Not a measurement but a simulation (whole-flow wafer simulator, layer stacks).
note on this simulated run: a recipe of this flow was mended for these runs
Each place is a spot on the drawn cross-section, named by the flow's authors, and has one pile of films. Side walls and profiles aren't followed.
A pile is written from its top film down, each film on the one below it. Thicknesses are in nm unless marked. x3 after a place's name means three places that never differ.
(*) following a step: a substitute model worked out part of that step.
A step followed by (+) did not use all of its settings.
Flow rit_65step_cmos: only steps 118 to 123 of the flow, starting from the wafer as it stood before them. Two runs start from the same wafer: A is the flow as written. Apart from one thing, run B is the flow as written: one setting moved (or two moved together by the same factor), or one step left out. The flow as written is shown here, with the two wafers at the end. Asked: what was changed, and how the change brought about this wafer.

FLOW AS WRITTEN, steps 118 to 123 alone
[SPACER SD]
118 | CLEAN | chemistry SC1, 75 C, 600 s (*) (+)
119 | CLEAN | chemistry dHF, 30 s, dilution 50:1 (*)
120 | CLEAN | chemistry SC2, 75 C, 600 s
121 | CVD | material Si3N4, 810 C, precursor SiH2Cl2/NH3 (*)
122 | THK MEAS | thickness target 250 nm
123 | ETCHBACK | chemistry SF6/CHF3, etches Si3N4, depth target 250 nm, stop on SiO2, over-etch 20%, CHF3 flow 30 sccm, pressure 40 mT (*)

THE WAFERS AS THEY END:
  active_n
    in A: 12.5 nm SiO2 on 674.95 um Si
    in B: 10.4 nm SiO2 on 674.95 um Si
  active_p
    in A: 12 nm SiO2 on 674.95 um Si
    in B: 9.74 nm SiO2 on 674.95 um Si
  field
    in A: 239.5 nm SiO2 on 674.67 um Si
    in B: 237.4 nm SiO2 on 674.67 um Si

What caused this: step 119, CLEAN: 36 s was run, whereas the flow has 30 s.

The path from the change to this, step by step:
  119 | CLEAN | chemistry dHF, 30 s, dilution 50:1 (*)
      field, active_n, gate_n, spacer, sd_n x3: A -10.5 SiO2 | B -12.6 SiO2
      field_p, active_p, gate_p, spacer_p, sd_p: A -11.1 SiO2 | B -13.3 SiO2
      (and at 2 other places as well)
